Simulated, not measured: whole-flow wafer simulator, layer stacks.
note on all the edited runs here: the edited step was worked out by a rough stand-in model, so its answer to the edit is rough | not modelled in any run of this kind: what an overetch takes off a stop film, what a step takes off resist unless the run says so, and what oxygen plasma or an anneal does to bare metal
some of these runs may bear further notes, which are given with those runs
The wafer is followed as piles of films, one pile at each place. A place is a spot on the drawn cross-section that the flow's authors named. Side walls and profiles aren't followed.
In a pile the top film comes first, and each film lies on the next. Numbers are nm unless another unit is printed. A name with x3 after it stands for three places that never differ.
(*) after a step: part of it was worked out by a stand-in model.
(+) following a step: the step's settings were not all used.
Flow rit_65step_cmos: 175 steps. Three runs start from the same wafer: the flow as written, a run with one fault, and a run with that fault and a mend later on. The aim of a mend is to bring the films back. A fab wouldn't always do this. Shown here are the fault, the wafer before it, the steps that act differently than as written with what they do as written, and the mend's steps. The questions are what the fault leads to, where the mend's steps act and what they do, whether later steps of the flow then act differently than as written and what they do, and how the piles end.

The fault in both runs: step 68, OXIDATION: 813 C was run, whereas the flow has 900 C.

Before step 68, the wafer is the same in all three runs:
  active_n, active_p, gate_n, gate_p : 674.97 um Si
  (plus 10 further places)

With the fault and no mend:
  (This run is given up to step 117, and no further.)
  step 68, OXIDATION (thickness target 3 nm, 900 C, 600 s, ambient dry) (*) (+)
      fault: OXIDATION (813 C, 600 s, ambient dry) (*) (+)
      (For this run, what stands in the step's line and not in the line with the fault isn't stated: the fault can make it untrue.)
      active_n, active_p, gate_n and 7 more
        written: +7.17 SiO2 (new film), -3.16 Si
        fault: +3 SiO2 (new film), -1.32 Si
  Steps later in the flow that act otherwise than as written (15 other steps are not shown; they differ only slightly, by no more than 2% or 0.5 nm, whichever is larger):
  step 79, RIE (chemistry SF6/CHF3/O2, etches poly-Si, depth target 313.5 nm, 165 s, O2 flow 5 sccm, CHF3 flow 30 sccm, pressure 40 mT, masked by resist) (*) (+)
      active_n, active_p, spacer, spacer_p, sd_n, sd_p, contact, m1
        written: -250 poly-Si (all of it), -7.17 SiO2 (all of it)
        fault: -250 poly-Si (all of it), -3 SiO2 (all of it)
  After step 117, at gate_n, gate_p, the piles differ from the flow's by more than 2% or 0.5 nm, whichever is larger.
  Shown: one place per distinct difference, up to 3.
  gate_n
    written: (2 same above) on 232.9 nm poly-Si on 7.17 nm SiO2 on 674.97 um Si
    fault: (2 same above) on 232.9 nm poly-Si on 3 nm SiO2 on 674.97 um Si

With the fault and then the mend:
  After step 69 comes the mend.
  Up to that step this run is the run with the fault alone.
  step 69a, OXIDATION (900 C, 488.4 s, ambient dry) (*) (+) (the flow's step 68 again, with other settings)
      active_n, active_p, gate_n and 7 more
        +4 SiO2, -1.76 Si
  Every later step of the flow that is run acts as written, at every place that is followed, to within 2% or 0.5 nm, whichever is larger.
  The piles end only slightly different from the flow's at the places that both follow, by no more than 2% or 0.5 nm, whichever is larger.
